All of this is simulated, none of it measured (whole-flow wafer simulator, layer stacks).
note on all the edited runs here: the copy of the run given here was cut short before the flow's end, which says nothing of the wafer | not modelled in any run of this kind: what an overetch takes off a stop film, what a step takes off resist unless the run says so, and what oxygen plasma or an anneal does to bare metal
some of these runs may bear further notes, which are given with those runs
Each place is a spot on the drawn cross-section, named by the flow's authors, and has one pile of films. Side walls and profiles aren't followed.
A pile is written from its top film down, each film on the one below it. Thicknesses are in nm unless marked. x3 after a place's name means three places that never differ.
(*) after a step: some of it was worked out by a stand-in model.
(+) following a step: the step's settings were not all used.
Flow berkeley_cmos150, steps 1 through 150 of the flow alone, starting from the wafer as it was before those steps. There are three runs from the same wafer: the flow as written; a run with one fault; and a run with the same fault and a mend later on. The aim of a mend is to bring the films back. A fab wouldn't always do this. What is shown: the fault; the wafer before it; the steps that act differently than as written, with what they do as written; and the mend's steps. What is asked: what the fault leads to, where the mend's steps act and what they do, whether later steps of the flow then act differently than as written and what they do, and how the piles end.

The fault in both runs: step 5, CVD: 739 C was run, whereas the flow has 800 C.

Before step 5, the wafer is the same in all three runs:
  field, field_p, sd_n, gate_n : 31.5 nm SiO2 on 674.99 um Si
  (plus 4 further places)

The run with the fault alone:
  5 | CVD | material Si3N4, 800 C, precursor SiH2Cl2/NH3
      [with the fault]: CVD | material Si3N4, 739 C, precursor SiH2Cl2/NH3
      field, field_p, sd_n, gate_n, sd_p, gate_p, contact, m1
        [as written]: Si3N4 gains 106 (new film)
        [with the fault]: Si3N4 gains 45.2 (new film)
  Steps later in the flow that act otherwise than as written (31 more steps, not shown, differ only slightly: by at most 2% or 0.5 nm, whichever is larger):
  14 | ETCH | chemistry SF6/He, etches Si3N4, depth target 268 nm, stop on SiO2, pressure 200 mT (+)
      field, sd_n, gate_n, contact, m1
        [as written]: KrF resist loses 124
        [with the fault]: KrF resist loses 57.8
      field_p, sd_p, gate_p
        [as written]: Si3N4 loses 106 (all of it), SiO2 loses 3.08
        [with the fault]: Si3N4 loses 45.2 (all of it), SiO2 loses 3.08
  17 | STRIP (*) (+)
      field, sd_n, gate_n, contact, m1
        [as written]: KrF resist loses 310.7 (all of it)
        [with the fault]: KrF resist loses 376.9 (all of it)
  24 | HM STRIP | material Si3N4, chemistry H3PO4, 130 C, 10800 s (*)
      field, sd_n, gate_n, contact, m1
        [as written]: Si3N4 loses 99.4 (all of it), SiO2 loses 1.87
        [with the fault]: Si3N4 loses 38.5 (all of it), SiO2 loses 2.39
  When the end is reached, the piles differ only a little from the flow's at the places that both follow, at most by 2% or 0.5 nm, whichever is larger.

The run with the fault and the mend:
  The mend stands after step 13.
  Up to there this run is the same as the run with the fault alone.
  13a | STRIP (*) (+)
      field, sd_n, gate_n, contact, m1
        KrF resist loses 434.7 (all of it)
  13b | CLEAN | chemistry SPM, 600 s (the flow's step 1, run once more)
      leaves every film unchanged at each place that is followed
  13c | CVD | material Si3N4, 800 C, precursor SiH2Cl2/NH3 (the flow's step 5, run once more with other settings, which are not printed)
      field, field_p, sd_n, gate_n, sd_p, gate_p, contact, m1
        Si3N4 gains 60.9
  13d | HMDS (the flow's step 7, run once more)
      leaves every film unchanged at each place that is followed
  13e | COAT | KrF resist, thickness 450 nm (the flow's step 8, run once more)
      field, field_p, sd_n, gate_n, sd_p, gate_p, contact, m1
        KrF resist gains 450 (new film)
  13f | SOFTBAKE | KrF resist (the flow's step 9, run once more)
      leaves every film unchanged at each place that is followed
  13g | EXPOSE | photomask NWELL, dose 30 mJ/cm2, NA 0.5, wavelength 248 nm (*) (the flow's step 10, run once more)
      leaves every film unchanged at each place that is followed
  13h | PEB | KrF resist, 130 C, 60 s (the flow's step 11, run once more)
      field, field_p, sd_n, gate_n, sd_p, gate_p, contact, m1
        KrF resist loses 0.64
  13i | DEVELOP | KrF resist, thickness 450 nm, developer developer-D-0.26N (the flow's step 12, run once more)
      field, sd_n, gate_n, contact, m1
        KrF resist loses 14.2
      field_p, sd_p, gate_p
        KrF resist loses 449.4 (all of it)
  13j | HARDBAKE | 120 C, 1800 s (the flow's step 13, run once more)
      field, sd_n, gate_n, contact, m1
        KrF resist loses 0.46
  None of the later steps of the flow acts differently than as written at any place that is followed.
  The piles end the same as the flow's at every place that both follow.
